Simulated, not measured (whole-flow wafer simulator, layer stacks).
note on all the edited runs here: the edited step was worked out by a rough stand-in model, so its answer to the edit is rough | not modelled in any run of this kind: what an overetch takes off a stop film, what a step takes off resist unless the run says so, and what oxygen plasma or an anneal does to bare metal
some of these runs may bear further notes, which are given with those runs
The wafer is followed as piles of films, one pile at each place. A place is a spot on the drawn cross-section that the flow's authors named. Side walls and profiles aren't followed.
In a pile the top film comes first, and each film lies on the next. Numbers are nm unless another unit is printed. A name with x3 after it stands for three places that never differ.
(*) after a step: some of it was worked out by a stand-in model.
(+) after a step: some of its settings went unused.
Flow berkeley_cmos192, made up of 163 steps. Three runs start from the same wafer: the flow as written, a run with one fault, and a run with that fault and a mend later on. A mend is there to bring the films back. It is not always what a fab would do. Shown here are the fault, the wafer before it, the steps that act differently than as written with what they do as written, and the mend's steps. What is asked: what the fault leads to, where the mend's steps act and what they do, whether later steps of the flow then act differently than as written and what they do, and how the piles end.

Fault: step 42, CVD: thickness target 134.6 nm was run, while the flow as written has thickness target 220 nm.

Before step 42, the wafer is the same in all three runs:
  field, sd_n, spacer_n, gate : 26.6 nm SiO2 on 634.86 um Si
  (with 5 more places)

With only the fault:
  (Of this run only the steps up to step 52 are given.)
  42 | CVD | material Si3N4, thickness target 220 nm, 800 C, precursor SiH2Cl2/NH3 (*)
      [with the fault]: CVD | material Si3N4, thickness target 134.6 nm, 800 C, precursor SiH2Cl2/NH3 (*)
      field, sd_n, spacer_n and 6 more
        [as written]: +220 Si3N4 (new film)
        [with the fault]: +134.6 Si3N4 (new film)
  Later steps of the flow acting differently than as written:
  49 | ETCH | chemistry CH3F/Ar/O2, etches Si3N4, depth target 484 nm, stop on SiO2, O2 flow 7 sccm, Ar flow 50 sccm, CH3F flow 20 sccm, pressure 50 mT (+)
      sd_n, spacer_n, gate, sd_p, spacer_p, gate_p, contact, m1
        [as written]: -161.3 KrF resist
        [with the fault]: -104.4 KrF resist
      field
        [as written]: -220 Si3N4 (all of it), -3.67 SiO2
        [with the fault]: -134.6 Si3N4 (all of it), -3.67 SiO2
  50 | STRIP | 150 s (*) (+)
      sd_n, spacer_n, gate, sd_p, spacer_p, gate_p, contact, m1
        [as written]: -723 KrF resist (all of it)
        [with the fault]: -780 KrF resist (all of it)
  Once step 52 is done, the piles at sd_n, spacer_n, gate, sd_p, spacer_p, gate_p, contact, m1 depart from the flow's by more than 2% or 0.5 nm, whichever is larger.
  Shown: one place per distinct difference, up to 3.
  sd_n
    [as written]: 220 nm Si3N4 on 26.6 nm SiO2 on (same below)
    [with the fault]: 134.6 nm Si3N4 on 26.6 nm SiO2 on (same below)

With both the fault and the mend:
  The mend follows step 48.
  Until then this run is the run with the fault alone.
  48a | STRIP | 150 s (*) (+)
      sd_n, spacer_n, gate, sd_p, spacer_p, gate_p, contact, m1
        -884.4 KrF resist (all of it)
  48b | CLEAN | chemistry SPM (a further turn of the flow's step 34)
      does not change any film at any place that is followed
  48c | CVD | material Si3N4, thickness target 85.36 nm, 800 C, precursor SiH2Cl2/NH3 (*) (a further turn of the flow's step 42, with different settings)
      field, sd_n, spacer_n and 6 more
        +85.4 Si3N4
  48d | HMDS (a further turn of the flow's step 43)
      does not change any film at any place that is followed
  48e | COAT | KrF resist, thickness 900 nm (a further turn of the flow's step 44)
      field, sd_n, spacer_n and 6 more
        +900 KrF resist (new film)
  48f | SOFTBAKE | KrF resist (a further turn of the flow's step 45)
      does not change any film at any place that is followed
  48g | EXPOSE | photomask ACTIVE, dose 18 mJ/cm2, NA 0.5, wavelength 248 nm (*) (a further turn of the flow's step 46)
      does not change any film at any place that is followed
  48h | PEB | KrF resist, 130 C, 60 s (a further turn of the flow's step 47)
      field, sd_n, spacer_n and 6 more
        -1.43 KrF resist
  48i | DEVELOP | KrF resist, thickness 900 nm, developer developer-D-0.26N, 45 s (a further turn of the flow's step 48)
      sd_n, spacer_n, gate, sd_p, spacer_p, gate_p, contact, m1
        -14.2 KrF resist
      field
        -898.6 KrF resist (all of it)
  None of the later steps of the flow differs from how it acts as written, at any place that is followed, by more than 2% or 0.5 nm, whichever is larger.
  At every place that both follow, the piles at the end match the flow's.
